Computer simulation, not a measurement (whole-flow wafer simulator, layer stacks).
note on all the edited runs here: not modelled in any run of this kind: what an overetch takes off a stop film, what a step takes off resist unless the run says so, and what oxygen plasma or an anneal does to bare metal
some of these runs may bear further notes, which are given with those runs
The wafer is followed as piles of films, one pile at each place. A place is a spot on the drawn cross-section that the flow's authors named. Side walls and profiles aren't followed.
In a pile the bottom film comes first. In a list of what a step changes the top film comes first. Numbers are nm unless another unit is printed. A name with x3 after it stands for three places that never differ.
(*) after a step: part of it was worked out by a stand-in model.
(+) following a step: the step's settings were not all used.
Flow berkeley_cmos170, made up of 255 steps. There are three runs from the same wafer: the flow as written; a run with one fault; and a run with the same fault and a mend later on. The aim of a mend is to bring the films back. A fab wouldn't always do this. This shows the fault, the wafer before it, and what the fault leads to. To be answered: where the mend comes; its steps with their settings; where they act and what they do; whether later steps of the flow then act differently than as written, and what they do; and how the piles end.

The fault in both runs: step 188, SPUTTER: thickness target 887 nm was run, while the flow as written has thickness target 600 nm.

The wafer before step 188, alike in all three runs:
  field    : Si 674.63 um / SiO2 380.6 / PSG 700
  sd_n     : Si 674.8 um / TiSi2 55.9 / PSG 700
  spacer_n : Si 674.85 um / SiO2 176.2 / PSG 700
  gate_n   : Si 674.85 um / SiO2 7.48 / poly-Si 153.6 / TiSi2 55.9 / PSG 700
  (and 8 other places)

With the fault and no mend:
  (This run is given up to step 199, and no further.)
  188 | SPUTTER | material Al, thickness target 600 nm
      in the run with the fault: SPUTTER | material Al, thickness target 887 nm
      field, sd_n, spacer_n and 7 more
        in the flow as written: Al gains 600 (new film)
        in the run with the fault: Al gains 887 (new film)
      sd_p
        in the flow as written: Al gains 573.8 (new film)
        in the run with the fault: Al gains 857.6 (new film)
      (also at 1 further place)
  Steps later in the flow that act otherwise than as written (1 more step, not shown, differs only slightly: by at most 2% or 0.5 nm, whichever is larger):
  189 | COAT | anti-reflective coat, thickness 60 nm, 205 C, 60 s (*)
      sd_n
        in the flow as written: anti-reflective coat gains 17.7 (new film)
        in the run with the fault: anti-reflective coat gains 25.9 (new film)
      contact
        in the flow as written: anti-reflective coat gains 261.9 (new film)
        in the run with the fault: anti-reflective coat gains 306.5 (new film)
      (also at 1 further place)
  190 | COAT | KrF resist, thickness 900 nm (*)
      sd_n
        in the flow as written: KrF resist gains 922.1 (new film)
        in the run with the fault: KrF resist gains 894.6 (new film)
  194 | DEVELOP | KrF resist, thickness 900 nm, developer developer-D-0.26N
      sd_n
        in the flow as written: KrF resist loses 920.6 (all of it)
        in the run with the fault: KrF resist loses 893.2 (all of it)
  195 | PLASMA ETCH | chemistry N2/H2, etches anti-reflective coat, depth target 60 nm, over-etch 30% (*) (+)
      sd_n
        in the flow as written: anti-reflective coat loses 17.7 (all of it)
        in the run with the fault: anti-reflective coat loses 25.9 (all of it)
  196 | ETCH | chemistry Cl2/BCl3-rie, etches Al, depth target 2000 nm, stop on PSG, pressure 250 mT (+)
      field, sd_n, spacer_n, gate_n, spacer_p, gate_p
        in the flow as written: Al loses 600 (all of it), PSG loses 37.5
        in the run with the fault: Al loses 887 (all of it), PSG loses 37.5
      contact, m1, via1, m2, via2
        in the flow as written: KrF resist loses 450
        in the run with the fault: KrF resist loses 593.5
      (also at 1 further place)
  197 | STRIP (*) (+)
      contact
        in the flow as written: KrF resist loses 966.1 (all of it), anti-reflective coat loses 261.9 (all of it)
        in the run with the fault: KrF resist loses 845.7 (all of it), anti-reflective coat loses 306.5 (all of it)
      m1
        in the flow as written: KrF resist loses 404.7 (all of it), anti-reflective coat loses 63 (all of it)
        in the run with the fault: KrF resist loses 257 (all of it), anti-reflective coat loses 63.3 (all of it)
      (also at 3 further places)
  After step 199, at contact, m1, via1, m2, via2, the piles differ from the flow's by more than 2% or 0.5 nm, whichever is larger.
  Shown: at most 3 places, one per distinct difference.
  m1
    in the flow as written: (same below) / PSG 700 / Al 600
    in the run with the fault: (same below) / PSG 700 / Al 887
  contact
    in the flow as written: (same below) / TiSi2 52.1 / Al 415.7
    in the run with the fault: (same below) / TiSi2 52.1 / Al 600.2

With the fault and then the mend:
  The mend follows step 188.
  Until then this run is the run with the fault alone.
  188a | ETCH | chemistry al pan, depth target 1020 nm
      field, sd_n, spacer_n and 7 more
        Al loses 887 (all of it)
      sd_p
        Al loses 857.6 (all of it)
      contact
        Al loses 600.2 (all of it)
  188b | SPUTTER | material Al, thickness target 600 nm (the flow's step 188 again)
      field, sd_n, spacer_n and 7 more
        Al gains 600 (new film)
      sd_p
        Al gains 573.8 (new film)
      contact
        Al gains 415.7 (new film)
  None of the later steps of the flow acts differently than as written at any place that is followed.
  By the end, the piles equal the flow's at every place that both follow.
